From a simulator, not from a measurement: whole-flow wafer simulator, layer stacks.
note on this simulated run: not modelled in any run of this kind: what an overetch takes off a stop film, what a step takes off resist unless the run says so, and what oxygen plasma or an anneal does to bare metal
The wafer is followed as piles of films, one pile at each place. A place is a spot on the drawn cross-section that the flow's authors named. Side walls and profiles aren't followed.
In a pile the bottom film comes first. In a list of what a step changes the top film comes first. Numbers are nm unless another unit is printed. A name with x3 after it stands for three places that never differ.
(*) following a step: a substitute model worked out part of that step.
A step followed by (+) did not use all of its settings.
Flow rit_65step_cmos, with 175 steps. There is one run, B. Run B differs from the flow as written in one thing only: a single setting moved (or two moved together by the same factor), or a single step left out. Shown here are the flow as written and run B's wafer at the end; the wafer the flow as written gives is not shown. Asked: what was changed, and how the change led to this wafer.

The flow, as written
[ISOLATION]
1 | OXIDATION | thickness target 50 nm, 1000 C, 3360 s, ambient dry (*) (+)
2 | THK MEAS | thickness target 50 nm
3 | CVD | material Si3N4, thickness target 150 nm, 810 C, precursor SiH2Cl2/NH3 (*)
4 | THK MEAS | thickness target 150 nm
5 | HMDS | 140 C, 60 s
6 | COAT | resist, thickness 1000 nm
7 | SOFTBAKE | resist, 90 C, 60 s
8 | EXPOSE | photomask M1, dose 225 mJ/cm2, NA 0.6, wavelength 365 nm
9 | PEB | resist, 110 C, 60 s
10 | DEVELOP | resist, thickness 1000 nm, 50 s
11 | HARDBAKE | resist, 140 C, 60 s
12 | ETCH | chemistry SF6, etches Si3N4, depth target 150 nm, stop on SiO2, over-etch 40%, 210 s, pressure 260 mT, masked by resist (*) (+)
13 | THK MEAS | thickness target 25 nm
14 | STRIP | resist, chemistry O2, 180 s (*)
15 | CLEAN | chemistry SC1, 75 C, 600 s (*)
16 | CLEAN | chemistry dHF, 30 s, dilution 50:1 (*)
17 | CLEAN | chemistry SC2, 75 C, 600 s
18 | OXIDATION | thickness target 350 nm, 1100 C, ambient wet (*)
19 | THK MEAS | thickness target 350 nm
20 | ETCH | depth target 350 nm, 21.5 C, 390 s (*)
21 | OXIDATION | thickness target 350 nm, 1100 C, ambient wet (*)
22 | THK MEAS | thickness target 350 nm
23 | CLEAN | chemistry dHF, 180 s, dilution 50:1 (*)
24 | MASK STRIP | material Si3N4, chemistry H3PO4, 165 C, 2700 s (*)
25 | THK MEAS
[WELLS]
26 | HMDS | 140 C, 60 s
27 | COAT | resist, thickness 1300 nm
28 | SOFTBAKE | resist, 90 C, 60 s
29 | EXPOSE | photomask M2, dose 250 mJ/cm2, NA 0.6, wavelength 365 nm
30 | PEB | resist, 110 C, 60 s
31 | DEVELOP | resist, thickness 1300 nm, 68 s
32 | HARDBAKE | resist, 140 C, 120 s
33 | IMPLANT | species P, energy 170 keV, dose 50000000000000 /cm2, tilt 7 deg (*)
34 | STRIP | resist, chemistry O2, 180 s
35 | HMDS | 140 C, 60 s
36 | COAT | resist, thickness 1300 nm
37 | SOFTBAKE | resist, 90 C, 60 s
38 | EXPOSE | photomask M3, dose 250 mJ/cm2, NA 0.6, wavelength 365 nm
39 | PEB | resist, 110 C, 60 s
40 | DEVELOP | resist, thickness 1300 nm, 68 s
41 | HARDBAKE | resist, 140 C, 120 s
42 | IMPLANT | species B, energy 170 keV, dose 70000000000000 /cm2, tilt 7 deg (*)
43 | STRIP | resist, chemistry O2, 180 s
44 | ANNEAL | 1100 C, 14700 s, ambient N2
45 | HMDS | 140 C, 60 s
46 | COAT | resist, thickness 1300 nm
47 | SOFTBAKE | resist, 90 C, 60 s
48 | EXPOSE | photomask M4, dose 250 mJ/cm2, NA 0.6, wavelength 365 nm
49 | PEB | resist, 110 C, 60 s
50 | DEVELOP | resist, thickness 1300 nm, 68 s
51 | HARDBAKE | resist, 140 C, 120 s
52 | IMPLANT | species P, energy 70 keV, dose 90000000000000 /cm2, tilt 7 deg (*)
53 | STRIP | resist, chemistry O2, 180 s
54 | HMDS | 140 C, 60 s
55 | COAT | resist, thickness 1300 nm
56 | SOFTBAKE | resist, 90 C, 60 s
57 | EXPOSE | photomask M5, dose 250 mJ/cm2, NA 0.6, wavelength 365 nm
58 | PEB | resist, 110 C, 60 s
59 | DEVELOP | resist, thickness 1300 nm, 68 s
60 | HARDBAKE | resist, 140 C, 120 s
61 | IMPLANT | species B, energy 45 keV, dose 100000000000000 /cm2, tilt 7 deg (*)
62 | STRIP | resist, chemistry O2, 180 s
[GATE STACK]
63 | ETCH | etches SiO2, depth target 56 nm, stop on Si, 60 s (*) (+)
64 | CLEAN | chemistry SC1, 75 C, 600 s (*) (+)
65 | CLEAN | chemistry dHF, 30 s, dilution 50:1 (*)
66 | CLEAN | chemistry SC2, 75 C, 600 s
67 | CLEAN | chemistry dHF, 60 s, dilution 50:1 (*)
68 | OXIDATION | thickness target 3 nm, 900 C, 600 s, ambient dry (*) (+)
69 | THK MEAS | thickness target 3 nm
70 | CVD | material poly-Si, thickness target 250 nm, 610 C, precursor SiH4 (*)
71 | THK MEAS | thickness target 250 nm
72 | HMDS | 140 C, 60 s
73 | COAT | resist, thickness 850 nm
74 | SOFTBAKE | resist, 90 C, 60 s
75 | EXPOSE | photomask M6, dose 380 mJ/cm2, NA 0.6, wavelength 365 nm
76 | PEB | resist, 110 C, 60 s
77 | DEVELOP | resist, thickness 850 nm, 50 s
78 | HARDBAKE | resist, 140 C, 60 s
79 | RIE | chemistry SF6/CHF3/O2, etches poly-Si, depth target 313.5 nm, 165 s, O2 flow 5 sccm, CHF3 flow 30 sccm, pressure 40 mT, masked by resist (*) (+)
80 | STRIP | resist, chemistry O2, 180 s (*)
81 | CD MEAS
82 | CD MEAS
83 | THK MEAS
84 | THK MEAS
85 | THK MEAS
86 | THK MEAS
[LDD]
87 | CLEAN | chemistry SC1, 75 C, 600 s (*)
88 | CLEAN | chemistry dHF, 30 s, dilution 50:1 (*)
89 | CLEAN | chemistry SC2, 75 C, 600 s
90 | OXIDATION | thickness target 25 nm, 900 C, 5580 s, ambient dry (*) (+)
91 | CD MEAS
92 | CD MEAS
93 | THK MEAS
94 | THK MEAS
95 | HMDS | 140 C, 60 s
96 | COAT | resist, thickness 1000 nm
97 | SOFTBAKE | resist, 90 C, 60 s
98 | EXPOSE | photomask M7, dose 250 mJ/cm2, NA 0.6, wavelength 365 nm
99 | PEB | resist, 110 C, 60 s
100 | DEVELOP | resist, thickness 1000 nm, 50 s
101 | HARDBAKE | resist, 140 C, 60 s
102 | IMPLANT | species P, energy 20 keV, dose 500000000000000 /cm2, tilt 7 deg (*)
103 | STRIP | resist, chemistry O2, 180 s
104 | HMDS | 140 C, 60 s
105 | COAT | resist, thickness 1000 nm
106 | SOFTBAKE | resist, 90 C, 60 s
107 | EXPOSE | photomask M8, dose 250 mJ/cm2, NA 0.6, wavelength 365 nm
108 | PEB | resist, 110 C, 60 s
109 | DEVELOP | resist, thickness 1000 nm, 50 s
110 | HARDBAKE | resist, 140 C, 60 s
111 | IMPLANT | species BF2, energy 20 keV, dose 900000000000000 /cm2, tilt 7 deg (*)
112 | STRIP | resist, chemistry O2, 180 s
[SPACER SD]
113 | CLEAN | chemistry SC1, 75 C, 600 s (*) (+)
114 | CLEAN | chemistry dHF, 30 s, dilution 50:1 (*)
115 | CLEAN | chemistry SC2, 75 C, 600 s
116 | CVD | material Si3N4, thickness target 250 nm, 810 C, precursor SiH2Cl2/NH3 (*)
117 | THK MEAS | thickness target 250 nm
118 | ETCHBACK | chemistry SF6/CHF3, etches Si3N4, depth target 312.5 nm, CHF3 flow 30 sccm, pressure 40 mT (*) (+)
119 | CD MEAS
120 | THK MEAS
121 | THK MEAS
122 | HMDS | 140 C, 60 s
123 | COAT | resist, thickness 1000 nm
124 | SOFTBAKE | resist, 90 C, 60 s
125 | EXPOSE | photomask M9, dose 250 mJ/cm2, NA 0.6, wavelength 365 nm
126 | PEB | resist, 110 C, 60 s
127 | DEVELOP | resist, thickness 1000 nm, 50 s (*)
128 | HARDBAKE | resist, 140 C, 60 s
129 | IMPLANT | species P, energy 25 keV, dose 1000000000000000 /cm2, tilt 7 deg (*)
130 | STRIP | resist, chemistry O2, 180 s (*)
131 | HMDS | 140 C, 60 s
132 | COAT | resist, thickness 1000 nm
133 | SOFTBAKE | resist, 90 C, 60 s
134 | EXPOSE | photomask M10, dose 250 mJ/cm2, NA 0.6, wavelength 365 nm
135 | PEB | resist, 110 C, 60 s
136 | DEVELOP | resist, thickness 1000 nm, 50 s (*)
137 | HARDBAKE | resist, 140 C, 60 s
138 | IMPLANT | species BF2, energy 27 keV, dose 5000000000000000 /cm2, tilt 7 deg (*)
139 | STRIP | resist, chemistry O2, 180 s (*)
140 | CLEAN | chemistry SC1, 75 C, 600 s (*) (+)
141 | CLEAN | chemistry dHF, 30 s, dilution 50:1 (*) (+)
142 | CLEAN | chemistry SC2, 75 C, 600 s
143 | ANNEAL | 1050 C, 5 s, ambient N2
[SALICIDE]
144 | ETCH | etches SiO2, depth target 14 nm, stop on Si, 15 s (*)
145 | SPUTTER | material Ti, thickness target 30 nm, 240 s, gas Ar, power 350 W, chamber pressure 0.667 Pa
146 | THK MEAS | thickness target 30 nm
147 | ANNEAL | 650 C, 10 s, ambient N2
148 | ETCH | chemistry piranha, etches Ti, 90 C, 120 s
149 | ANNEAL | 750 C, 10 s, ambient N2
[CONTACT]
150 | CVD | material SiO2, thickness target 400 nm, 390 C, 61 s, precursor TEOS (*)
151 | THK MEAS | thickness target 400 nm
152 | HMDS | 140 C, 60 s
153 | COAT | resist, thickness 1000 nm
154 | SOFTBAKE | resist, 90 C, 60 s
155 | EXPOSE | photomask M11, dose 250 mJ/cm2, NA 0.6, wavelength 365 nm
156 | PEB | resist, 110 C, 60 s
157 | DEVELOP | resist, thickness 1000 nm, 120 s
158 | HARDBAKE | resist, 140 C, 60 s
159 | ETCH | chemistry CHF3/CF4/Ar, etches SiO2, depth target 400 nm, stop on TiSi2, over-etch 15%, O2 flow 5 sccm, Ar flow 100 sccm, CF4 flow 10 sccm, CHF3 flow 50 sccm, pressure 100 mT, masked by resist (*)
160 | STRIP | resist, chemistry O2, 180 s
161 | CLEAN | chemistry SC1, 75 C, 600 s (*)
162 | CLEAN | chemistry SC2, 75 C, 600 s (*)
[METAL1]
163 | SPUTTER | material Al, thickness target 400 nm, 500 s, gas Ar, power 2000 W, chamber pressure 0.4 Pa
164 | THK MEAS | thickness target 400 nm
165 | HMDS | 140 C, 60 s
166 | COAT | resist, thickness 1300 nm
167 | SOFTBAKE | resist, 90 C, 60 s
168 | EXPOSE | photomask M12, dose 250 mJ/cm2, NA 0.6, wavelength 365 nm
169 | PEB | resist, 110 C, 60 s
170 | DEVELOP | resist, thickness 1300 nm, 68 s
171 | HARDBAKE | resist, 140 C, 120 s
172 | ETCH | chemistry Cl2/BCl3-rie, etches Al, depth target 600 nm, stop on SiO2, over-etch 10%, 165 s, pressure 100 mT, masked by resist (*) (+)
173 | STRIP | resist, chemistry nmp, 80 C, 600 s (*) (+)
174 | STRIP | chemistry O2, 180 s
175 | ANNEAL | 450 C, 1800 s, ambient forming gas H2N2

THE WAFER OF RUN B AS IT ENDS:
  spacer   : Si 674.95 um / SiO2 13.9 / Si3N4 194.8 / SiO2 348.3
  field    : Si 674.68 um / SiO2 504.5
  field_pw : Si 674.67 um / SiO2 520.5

What caused this: step 163, SPUTTER: power 1396 W was run, though the flow has power 2000 W.

Step by step, how the change led to this:
  163 | SPUTTER | material Al, thickness target 400 nm, 500 s, gas Ar, power 2000 W, chamber pressure 0.4 Pa
      field, field_p, spacer, spacer_p: +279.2 Al (new film) (it would be, as written: +400 Al (new film))
      gate_n, gate_p: +279.2 Al (new film) (it would be, as written: +396 Al (new film))
      (as well as at 2 more places)
  172 | ETCH | chemistry Cl2/BCl3-rie, etches Al, depth target 600 nm, stop on SiO2, over-etch 10%, 165 s, pressure 100 mT, masked by resist (*) (+)
      field, field_p, spacer, spacer_p: -279.2 Al (all of it), -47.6 SiO2 (it would be, as written: -400 Al (all of it), -32.5 SiO2)
      gate_n, gate_p: -279.2 Al (all of it), -47.6 SiO2 (it would be, as written: -396 Al (all of it), -33 SiO2)
      (as well as at 2 more places)
